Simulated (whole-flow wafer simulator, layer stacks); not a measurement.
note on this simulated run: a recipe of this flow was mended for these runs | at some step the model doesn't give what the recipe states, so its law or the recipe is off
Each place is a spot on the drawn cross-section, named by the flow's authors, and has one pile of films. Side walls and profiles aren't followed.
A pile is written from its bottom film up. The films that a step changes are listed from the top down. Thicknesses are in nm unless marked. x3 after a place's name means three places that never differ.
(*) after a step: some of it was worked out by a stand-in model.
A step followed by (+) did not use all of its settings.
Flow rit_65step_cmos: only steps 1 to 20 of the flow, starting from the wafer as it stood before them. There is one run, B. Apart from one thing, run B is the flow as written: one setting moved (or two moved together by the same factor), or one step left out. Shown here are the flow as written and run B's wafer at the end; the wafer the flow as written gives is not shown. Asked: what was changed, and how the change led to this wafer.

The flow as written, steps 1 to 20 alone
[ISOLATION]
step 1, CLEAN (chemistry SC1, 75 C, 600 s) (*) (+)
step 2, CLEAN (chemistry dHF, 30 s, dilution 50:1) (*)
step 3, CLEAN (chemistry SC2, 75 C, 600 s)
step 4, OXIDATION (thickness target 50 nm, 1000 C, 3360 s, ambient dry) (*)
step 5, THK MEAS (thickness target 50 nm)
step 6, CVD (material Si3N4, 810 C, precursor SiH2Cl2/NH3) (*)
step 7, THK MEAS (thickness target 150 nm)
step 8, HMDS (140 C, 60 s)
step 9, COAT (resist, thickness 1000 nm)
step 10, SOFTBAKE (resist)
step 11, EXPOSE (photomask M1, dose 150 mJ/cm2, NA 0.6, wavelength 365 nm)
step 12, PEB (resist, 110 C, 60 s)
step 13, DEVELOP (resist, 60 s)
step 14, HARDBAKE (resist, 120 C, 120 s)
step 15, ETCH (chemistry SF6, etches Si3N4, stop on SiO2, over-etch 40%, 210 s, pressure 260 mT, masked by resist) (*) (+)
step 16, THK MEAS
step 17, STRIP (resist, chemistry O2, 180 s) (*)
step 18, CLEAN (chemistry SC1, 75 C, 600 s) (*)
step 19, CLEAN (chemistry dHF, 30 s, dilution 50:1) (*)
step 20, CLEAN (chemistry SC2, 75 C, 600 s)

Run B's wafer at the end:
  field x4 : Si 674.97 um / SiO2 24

What caused this: step 18, CLEAN: 66 C was run, whereas the flow has 75 C.

How this came from the change, step by step:
  step 18, CLEAN (chemistry SC1, 75 C, 600 s) (*)
      field x4: -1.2 SiO2 (as written it would have been: -2.05 SiO2)
